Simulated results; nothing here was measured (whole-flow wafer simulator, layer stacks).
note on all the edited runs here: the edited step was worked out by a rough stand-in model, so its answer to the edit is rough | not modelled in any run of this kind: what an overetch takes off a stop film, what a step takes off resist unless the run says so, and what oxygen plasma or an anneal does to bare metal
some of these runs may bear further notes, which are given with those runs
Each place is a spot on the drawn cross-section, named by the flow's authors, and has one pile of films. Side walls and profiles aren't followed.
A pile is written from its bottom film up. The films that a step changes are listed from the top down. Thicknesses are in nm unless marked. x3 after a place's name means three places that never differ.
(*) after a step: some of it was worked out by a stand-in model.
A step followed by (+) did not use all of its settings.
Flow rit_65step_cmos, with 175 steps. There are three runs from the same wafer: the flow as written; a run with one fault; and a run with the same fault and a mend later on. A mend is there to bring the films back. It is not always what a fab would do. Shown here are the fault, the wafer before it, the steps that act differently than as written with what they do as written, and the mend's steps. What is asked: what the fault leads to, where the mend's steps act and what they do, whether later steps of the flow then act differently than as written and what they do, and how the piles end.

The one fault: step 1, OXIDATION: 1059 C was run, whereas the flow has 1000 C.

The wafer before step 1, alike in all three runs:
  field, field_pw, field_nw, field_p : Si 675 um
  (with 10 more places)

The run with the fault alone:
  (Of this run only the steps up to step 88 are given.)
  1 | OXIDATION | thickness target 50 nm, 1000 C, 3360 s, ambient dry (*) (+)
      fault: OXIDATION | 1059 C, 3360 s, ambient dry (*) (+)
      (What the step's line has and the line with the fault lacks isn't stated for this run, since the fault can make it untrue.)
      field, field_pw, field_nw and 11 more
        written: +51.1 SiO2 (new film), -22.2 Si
        fault: +86.1 SiO2 (new film), -37.6 Si
  Steps later in the flow that act otherwise than as written (not shown: 25 more steps that differ only slightly, by at most 2% or 0.5 nm, whichever is larger):
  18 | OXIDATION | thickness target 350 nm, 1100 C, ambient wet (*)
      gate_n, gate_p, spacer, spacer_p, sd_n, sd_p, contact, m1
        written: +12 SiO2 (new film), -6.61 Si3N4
        fault: +12 SiO2 (new film), -6.61 Si3N4, +0.08 SiO2
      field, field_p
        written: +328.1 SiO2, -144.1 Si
        fault: +304 SiO2, -133.6 Si
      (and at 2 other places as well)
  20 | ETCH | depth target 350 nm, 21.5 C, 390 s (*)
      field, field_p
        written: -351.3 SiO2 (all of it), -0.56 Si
        fault: -362.2 SiO2 (all of it), -0.36 Si
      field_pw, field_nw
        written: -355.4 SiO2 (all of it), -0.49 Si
        fault: -365.6 SiO2 (all of it), -0.29 Si
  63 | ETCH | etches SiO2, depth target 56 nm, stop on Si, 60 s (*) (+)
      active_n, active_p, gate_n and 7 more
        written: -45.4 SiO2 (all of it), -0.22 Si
        fault: -56 SiO2
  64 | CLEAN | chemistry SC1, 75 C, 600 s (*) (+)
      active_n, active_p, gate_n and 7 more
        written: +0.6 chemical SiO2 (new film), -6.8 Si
        fault: -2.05 SiO2
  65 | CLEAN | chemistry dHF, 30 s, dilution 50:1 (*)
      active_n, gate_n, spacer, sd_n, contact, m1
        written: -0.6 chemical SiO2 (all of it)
        fault: -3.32 SiO2
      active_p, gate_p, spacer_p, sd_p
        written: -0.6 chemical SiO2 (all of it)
        fault: -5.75 SiO2
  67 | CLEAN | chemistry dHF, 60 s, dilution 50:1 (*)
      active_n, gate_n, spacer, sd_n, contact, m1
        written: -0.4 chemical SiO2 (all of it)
        fault: -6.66 SiO2
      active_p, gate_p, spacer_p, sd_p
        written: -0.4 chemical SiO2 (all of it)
        fault: -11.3 SiO2
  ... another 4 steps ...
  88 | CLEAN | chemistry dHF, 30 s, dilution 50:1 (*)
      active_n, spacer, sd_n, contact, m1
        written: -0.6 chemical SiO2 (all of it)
        fault: -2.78 SiO2
  Once step 88 is done, the piles at active_n, gate_n, gate_p, spacer, sd_n, contact, m1 depart from the flow's by more than 2% or 0.5 nm, whichever is larger.
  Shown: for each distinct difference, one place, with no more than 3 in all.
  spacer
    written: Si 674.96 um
    fault: Si 674.96 um / SiO2 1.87
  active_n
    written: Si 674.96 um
    fault: Si 674.96 um / SiO2 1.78
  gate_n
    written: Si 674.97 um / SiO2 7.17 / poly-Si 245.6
    fault: Si 674.96 um / SiO2 17.6 / poly-Si 245.6

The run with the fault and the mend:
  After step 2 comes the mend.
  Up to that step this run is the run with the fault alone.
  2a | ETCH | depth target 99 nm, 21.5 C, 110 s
      field, field_pw, field_nw and 11 more
        -86.1 SiO2 (all of it)
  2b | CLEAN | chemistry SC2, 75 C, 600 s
      field, field_pw, field_nw and 11 more
        +0.4 chemical SiO2 (new film), -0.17 Si
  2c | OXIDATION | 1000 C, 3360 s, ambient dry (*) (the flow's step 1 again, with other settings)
      field, field_pw, field_nw and 11 more
        +51 SiO2 (new film), -0.4 chemical SiO2 (all of it), -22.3 Si
  Steps later in the flow that act otherwise than as written (not shown: 17 more steps that differ only slightly, by at most 2% or 0.5 nm, whichever is larger):
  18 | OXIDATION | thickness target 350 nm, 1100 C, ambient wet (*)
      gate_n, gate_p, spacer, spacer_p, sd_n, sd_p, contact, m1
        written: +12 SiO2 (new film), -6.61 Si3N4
        mend: +12 SiO2 (new film), -6.61 Si3N4, +0.03 SiO2
  The piles end only slightly different from the flow's at the places that both follow, by no more than 2% or 0.5 nm, whichever is larger.
